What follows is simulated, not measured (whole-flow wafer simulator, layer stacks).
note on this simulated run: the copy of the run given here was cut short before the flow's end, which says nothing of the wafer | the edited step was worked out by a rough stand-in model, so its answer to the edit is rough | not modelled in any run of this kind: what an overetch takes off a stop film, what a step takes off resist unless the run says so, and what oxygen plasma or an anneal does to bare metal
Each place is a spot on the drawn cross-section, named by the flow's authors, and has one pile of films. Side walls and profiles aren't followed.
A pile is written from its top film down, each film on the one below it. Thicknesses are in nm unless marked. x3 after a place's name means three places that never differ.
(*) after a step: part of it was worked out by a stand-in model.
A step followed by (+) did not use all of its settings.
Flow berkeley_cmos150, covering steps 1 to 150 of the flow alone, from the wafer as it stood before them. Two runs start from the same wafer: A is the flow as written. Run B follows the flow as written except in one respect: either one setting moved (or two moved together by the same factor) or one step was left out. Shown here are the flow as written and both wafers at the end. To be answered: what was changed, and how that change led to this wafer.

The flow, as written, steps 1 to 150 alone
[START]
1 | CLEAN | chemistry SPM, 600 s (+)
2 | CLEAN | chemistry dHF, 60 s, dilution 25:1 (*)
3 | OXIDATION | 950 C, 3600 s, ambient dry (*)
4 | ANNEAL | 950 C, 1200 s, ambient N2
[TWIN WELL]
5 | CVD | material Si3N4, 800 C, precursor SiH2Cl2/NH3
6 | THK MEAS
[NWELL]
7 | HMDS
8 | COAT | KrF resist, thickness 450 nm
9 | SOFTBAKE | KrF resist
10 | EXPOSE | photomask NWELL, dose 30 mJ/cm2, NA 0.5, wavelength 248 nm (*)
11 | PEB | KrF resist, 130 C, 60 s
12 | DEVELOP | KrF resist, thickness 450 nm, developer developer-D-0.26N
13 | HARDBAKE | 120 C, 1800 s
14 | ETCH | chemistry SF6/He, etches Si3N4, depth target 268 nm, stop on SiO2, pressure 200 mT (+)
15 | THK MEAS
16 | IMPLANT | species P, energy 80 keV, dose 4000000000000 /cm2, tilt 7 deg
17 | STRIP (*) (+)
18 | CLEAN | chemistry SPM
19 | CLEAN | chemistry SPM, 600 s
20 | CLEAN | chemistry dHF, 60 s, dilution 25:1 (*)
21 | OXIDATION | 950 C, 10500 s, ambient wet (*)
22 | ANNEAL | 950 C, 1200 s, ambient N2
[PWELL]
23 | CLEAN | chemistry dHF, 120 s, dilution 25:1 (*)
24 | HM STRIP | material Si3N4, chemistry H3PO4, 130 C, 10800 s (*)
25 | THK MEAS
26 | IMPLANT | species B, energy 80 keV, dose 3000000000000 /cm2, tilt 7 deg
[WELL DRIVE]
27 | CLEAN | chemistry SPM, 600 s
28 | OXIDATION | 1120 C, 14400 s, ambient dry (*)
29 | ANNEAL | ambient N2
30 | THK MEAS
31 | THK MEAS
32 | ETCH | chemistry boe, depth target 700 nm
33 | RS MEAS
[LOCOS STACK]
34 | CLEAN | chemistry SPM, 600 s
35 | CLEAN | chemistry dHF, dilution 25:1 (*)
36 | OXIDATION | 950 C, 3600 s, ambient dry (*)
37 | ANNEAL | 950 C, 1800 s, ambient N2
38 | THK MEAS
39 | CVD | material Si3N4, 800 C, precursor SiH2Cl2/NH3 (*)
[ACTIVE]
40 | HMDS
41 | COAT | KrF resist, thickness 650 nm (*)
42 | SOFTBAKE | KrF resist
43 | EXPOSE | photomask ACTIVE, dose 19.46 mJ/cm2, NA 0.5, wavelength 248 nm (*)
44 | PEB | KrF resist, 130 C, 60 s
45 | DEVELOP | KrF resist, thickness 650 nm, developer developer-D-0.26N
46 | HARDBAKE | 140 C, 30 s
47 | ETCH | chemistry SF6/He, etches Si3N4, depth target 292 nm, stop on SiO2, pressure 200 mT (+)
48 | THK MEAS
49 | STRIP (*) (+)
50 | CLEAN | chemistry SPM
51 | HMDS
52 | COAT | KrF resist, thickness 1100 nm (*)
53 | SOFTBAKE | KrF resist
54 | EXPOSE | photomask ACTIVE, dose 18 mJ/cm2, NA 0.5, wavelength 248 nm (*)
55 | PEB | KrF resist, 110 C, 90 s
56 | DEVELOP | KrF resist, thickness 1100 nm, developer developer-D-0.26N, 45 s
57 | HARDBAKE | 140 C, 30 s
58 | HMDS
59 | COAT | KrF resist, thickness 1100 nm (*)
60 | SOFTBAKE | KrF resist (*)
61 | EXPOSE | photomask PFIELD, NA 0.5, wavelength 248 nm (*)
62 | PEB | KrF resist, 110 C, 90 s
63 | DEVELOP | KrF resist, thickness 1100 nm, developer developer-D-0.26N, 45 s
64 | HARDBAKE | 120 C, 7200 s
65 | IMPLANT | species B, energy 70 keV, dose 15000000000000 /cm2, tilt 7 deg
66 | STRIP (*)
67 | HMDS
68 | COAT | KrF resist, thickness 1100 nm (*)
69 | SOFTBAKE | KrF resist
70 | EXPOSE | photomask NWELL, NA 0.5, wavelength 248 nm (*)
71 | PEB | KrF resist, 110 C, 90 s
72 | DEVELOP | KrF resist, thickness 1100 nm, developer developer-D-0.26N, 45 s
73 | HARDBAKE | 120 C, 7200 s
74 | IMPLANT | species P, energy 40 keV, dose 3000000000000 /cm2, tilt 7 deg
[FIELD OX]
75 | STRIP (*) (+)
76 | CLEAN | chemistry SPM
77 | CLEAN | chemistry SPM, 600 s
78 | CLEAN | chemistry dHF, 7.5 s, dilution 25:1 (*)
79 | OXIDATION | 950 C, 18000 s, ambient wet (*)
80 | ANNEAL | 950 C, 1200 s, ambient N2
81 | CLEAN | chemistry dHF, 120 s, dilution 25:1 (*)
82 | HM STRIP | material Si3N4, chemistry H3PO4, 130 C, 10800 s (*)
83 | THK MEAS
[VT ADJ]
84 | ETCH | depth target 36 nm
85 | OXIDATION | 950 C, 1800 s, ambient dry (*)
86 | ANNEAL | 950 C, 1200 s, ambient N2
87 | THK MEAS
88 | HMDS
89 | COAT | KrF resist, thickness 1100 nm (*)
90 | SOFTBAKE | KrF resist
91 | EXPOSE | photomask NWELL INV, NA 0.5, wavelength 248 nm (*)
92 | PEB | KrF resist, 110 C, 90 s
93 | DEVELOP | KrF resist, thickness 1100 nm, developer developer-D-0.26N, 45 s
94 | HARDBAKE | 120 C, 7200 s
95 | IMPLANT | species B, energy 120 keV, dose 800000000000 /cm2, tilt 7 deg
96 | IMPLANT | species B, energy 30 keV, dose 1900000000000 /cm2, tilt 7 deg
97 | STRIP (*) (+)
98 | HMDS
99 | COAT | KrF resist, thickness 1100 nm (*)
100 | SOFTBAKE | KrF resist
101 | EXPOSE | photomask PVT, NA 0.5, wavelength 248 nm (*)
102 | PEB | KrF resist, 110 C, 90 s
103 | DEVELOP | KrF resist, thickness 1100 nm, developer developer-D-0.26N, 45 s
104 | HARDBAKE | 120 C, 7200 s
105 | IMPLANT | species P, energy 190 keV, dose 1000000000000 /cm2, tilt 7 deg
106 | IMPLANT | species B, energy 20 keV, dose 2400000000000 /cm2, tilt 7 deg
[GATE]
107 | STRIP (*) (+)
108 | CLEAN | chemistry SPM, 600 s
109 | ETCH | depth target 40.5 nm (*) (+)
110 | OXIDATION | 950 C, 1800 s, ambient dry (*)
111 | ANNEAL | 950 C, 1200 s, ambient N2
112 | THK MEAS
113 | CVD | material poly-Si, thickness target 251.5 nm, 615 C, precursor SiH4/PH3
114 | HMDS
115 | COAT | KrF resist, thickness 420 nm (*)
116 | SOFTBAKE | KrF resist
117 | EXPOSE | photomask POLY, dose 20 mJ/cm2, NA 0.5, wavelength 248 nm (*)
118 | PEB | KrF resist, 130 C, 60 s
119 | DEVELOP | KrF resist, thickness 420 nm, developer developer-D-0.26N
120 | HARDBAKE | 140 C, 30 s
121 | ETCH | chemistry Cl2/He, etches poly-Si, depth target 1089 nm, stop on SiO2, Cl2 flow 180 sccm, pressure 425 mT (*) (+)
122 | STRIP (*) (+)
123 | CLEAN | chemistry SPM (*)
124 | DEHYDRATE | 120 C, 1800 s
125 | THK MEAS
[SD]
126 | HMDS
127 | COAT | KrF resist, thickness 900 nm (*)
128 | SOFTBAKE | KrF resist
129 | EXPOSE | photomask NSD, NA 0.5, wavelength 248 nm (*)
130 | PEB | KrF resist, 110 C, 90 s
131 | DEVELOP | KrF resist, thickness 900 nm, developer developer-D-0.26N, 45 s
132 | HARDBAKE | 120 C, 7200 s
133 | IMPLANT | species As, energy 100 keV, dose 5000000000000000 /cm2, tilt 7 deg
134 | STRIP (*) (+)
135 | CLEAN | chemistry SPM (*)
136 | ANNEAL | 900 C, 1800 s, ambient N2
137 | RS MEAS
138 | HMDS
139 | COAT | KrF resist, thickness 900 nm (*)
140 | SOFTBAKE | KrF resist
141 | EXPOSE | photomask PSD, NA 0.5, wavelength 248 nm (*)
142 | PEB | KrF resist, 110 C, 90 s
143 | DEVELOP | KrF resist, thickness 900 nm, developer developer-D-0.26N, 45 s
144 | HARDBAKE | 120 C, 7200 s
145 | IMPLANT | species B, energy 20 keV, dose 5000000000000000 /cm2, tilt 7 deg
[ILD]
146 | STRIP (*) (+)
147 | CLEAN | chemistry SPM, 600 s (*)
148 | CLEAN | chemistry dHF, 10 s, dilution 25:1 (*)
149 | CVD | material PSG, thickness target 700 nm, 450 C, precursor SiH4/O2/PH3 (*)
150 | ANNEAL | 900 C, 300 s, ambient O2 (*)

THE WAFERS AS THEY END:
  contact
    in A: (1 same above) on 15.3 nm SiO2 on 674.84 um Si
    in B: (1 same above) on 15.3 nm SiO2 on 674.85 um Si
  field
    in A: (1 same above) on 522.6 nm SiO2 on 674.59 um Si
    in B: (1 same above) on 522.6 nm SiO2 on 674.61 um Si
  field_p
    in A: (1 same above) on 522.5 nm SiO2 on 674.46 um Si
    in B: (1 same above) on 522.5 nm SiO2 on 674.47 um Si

Cause: step 28, OXIDATION: 11650 s was run, though the flow has 14400 s.

How this came from the change, step by step:
  28 | OXIDATION | 1120 C, 14400 s, ambient dry (*)
      field, sd_n, gate_n, contact, m1: A +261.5 SiO2, -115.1 Si | B +228.5 SiO2, -100.6 Si
      field_p, sd_p, gate_p: A +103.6 SiO2, -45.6 Si | B +85.2 SiO2, -37.5 Si
  32 | ETCH | chemistry boe, depth target 700 nm
      field, sd_n, gate_n, contact, m1: A -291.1 SiO2 (all of it) | B -258.1 SiO2 (all of it)
      field_p, sd_p, gate_p: A -555.5 SiO2 (all of it) | B -537.1 SiO2 (all of it)
